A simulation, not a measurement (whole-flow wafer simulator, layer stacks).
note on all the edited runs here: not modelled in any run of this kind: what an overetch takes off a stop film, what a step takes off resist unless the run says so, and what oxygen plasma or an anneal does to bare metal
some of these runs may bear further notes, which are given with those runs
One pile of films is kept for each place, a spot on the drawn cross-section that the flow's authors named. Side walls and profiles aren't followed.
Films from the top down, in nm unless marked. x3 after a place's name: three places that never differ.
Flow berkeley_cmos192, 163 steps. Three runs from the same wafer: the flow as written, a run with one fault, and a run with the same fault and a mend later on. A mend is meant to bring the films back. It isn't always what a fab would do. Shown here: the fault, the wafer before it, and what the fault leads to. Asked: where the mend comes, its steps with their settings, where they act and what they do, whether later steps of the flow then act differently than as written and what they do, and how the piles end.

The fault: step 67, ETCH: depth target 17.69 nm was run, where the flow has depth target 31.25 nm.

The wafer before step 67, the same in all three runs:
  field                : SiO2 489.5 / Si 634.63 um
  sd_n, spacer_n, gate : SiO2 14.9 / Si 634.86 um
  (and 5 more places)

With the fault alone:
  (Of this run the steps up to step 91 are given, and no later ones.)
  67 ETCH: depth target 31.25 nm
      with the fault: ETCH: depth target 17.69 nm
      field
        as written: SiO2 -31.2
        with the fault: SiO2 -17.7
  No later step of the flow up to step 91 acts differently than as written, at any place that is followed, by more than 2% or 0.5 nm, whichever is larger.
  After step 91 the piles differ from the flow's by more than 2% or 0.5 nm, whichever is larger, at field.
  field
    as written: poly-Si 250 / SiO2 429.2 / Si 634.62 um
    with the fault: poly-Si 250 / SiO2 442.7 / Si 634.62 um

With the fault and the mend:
  The mend comes after step 67.
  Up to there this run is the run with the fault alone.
  67a ETCH: depth target 13.56 nm (the flow's step 67 once more, with other settings)
      field
        SiO2 -13.6
  No later step of the flow acts differently than as written, at any place that is followed, by more than 2% or 0.5 nm, whichever is larger.
  At the end the piles are the same as the flow's at every place that both follow.
